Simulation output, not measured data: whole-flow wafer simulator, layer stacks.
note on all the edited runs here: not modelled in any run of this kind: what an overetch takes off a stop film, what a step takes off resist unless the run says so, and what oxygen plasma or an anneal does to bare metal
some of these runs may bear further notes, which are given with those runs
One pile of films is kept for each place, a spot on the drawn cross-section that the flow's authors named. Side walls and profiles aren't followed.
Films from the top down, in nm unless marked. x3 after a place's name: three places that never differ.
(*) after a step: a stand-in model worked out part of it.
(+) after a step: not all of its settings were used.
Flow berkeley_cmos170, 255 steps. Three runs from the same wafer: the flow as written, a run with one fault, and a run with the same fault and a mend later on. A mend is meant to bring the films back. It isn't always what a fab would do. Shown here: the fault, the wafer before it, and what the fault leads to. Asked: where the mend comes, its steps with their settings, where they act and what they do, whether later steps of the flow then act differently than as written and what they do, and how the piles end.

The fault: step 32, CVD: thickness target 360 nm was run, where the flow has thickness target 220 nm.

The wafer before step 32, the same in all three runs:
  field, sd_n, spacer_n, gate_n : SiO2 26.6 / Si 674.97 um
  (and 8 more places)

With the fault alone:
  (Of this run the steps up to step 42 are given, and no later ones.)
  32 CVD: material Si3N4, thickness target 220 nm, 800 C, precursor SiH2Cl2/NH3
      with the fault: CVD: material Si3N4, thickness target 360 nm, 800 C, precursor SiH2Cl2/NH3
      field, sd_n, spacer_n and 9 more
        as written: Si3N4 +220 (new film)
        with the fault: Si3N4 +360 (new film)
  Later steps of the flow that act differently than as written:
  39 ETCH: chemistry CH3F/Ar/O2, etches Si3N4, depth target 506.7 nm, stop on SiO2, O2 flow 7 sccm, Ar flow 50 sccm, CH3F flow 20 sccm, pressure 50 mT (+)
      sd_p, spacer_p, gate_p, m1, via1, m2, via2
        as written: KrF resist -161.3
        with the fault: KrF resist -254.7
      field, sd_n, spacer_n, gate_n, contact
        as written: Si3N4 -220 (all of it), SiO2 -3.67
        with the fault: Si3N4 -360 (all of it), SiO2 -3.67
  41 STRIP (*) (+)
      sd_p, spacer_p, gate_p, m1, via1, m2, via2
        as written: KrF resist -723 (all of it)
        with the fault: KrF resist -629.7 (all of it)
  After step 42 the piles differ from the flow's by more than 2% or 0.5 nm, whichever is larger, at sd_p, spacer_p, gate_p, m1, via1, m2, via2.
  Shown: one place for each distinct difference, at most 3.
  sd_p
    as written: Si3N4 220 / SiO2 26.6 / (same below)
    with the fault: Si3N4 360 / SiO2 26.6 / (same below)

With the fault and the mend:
  The mend comes after step 32.
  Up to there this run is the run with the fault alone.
  32a ETCH: chemistry h3po4, depth target 414 nm
      field, sd_n, spacer_n and 9 more
        Si3N4 -360 (all of it)
  32b CLEAN: chemistry SPM (the flow's step 25 once more)
      changes no film at any place that is followed
  32c CVD: material Si3N4, thickness target 220 nm, 800 C, precursor SiH2Cl2/NH3 (the flow's step 32 once more)
      field, sd_n, spacer_n and 9 more
        Si3N4 +220 (new film)
  No later step of the flow acts differently than as written at any place that is followed.
  At the end the piles are the same as the flow's at every place that both follow.
